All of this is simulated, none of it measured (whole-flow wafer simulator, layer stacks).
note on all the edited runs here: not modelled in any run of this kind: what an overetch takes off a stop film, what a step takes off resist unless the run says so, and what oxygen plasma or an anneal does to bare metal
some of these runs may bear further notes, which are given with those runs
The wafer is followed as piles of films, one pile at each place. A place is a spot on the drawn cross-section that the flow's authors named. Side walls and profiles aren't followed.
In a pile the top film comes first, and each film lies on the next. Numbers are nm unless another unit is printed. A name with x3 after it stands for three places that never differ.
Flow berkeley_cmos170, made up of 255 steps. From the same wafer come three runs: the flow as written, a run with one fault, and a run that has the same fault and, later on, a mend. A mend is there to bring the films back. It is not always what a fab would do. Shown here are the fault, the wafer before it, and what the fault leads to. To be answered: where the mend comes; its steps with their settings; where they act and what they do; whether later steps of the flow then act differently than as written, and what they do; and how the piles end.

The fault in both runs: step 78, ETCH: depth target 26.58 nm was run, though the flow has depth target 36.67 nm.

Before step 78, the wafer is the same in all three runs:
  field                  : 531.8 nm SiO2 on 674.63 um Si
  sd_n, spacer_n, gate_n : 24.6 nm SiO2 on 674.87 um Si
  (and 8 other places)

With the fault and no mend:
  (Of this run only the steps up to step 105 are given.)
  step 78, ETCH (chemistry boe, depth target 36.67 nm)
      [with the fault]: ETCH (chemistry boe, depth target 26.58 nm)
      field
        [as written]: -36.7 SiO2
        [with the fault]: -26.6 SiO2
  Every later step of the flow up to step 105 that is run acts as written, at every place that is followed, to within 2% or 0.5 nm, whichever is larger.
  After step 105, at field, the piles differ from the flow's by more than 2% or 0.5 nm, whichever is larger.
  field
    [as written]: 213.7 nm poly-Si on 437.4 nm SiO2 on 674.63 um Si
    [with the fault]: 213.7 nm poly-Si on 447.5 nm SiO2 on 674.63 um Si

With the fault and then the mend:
  The mend stands after step 78.
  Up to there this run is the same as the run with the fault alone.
  step 78a, ETCH (chemistry boe, depth target 10.08 nm) (the flow's step 78 again, with other settings)
      field
        -10.1 SiO2
  Every later step of the flow that is run acts as written, at every place that is followed, to within 2% or 0.5 nm, whichever is larger.
  At every place that both follow, the piles at the end match the flow's.
